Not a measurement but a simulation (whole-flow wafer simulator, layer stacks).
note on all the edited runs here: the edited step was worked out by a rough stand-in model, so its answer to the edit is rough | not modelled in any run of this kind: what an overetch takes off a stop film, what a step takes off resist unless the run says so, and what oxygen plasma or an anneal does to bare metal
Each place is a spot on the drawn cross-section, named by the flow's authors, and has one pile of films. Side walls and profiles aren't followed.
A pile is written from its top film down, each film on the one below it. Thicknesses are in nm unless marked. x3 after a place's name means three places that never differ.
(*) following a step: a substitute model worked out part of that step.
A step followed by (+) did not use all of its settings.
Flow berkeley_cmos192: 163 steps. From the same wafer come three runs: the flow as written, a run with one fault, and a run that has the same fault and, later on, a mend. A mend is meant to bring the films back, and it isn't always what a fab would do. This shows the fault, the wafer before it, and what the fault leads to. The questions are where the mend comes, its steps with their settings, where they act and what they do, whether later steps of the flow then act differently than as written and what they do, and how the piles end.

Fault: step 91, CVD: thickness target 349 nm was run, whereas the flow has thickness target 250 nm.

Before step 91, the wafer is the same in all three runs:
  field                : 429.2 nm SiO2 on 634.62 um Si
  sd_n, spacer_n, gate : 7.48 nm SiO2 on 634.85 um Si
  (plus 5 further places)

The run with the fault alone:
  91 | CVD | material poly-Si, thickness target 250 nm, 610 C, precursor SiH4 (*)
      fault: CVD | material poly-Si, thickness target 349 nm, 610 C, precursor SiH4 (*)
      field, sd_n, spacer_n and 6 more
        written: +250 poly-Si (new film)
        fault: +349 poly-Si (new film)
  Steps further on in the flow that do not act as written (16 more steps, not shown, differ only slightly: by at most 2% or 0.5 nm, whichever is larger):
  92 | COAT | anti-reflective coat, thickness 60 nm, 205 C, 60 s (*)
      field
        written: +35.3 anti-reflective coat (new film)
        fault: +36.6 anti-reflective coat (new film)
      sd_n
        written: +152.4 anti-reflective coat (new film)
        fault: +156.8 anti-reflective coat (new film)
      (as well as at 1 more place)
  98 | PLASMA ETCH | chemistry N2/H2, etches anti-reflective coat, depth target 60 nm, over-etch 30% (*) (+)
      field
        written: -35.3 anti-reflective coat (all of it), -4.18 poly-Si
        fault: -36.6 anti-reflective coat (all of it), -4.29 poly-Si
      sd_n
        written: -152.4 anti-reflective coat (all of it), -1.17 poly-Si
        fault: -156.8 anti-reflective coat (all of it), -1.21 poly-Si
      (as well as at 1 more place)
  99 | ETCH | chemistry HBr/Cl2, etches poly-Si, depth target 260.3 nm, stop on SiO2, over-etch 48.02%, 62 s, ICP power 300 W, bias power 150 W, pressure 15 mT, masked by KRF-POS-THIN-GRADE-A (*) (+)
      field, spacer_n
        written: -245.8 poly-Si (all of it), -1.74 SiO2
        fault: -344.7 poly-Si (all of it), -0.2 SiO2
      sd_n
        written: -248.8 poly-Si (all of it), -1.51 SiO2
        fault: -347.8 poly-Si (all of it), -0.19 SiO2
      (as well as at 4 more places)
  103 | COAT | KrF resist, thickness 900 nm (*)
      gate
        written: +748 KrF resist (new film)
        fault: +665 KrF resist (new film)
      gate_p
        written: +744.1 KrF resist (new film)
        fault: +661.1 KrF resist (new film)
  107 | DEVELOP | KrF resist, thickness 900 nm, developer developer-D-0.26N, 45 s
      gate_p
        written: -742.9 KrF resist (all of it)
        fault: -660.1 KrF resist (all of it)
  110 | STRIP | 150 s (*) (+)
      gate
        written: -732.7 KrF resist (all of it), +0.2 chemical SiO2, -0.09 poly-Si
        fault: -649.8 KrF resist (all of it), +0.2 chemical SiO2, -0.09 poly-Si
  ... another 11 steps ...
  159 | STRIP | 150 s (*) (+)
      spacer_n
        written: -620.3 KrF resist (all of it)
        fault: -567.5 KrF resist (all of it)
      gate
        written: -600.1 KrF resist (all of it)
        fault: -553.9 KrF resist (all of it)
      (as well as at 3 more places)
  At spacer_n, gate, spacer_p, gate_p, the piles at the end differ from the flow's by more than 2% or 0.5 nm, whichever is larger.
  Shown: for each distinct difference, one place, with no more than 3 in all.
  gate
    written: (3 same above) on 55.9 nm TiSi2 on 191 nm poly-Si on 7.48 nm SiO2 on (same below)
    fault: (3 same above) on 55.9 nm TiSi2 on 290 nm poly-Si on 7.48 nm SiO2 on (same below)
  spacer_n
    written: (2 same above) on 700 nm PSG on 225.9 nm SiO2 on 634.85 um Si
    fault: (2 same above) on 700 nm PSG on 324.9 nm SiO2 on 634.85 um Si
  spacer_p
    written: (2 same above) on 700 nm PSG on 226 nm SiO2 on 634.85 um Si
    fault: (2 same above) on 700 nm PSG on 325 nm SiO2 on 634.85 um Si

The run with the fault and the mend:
  After step 91 comes the mend.
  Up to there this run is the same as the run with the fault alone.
  91a | ETCH | chemistry tmah, depth target 99 nm
      field, sd_n, spacer_n and 6 more
        -99 poly-Si
  Every later step of the flow that is run acts as written at every place that is followed.
  At every place that both follow, the piles at the end match the flow's.
